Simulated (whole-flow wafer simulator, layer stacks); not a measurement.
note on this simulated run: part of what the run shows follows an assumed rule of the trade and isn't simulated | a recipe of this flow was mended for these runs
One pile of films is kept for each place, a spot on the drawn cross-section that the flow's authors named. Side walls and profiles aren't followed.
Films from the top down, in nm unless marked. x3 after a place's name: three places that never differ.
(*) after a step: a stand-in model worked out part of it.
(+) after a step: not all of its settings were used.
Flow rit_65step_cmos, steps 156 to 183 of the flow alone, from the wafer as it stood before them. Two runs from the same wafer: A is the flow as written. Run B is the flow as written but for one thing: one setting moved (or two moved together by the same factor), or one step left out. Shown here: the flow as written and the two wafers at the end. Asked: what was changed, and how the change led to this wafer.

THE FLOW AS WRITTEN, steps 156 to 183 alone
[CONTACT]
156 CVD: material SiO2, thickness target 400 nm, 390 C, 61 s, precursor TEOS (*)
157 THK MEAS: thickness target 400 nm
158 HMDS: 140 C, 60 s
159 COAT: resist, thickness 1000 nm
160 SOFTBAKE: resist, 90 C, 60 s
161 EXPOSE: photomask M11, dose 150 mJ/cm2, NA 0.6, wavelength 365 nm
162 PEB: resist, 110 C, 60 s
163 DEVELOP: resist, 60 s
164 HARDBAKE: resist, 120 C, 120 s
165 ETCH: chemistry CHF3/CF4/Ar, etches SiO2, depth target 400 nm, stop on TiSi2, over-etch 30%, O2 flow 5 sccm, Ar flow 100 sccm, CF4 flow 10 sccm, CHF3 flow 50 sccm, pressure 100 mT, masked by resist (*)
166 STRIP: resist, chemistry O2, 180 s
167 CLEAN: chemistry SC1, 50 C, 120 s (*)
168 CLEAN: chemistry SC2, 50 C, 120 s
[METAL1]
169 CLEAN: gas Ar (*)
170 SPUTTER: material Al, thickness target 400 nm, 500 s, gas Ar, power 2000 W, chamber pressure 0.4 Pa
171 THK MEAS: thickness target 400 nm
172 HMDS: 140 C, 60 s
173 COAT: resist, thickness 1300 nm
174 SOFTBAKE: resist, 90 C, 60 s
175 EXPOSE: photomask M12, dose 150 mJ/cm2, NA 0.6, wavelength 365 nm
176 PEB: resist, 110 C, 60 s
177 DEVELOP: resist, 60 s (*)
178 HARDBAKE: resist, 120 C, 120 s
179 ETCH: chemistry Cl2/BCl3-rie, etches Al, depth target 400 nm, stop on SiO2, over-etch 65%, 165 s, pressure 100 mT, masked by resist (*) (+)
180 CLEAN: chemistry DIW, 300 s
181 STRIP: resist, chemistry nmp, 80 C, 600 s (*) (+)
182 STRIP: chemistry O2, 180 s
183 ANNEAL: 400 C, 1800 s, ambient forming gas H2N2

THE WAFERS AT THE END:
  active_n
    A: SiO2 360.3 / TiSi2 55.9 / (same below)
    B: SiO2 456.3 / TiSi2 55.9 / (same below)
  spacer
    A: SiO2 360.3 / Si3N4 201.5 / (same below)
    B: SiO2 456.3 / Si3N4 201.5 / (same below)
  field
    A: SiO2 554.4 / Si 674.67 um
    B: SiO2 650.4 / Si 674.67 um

The cause: step 156, CVD: thickness target 496 nm was run, where the flow has thickness target 400 nm; step 156, CVD: 76 s was run, where the flow has 61 s.

How the change led to this, step by step:
  156 CVD: material SiO2, thickness target 400 nm, 390 C, 61 s, precursor TEOS (*)
      active_n, active_p, gate_n and 7 more: A SiO2 +400 (new film) | B SiO2 +496 (new film)
      field, field_pw, field_nw, field_p: A SiO2 +400 | B SiO2 +496
  165 ETCH: chemistry CHF3/CF4/Ar, etches SiO2, depth target 400 nm, stop on TiSi2, over-etch 30%, O2 flow 5 sccm, Ar flow 100 sccm, CF4 flow 10 sccm, CHF3 flow 50 sccm, pressure 100 mT, masked by resist (*)
      contact: A SiO2 -400 (all of it), TiSi2 -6 | B SiO2 -496 (all of it), TiSi2 -1.2
  170 SPUTTER: material Al, thickness target 400 nm, 500 s, gas Ar, power 2000 W, chamber pressure 0.4 Pa
      contact: A Al +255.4 (new film) | B Al +230.3 (new film)
  173 COAT: resist, thickness 1300 nm
      contact: A resist +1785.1 (new film) | B resist +1884.8 (new film)
  176 PEB: resist, 110 C, 60 s
      contact: A resist -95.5 | B resist -101.2
  178 HARDBAKE: resist, 120 C, 120 s
      contact: A resist -62.1 | B resist -66.1
  181 STRIP: resist, chemistry nmp, 80 C, 600 s (*) (+)
      contact: A resist -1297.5 (all of it) | B resist -1387.6 (all of it)
